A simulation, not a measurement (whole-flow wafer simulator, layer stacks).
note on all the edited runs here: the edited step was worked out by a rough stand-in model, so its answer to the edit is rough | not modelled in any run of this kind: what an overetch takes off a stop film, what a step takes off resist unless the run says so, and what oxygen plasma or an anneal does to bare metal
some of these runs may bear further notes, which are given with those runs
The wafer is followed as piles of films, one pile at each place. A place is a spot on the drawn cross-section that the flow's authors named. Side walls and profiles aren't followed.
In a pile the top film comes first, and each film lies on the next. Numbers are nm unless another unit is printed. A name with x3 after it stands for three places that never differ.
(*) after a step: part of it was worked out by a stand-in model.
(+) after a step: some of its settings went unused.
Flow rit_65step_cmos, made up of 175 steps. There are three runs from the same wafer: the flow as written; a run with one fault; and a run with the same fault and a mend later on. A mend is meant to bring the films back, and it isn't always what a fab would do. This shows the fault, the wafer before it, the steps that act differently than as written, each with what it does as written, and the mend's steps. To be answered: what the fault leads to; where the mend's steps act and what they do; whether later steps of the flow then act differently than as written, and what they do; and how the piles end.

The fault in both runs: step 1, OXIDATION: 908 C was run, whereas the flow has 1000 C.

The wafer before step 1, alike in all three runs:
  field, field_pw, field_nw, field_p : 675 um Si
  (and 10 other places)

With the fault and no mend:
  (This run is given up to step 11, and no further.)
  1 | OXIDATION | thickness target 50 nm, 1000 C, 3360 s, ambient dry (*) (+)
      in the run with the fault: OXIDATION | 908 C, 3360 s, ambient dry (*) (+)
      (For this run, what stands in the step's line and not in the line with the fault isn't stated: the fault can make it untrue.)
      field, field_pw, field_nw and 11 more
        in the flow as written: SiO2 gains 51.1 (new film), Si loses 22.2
        in the run with the fault: SiO2 gains 23.2 (new film), Si loses 9.91
  None of the later steps of the flow up to step 11 acts differently than as written at any place that is followed.
  After step 11, at field, field_pw, field_nw and 11 more, the piles differ from the flow's by more than 2% or 0.5 nm, whichever is larger.
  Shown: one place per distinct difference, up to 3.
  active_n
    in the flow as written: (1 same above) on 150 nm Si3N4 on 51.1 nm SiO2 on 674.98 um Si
    in the run with the fault: (1 same above) on 150 nm Si3N4 on 23.2 nm SiO2 on 674.99 um Si
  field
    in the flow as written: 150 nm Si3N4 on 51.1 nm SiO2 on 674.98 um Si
    in the run with the fault: 150 nm Si3N4 on 23.2 nm SiO2 on 674.99 um Si

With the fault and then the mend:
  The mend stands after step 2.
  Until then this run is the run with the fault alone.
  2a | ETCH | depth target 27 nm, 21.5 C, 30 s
      field, field_pw, field_nw and 11 more
        SiO2 loses 23.2 (all of it)
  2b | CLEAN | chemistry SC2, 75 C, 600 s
      field, field_pw, field_nw and 11 more
        chemical SiO2 gains 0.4 (new film), Si loses 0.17
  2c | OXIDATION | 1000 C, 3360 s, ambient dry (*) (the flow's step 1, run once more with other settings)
      field, field_pw, field_nw and 11 more
        SiO2 gains 51 (new film), chemical SiO2 loses 0.4 (all of it), Si loses 22.3
  Steps further on in the flow that do not act as written (18 more steps, not shown, differ only slightly: by at most 2% or 0.5 nm, whichever is larger):
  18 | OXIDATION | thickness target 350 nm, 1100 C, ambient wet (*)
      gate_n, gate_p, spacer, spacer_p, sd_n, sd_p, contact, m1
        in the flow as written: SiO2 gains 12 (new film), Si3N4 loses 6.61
        in the run with the mend: SiO2 gains 12 (new film), Si3N4 loses 6.61, SiO2 gains 0.03
  The piles end only slightly different from the flow's at the places that both follow, by no more than 2% or 0.5 nm, whichever is larger.
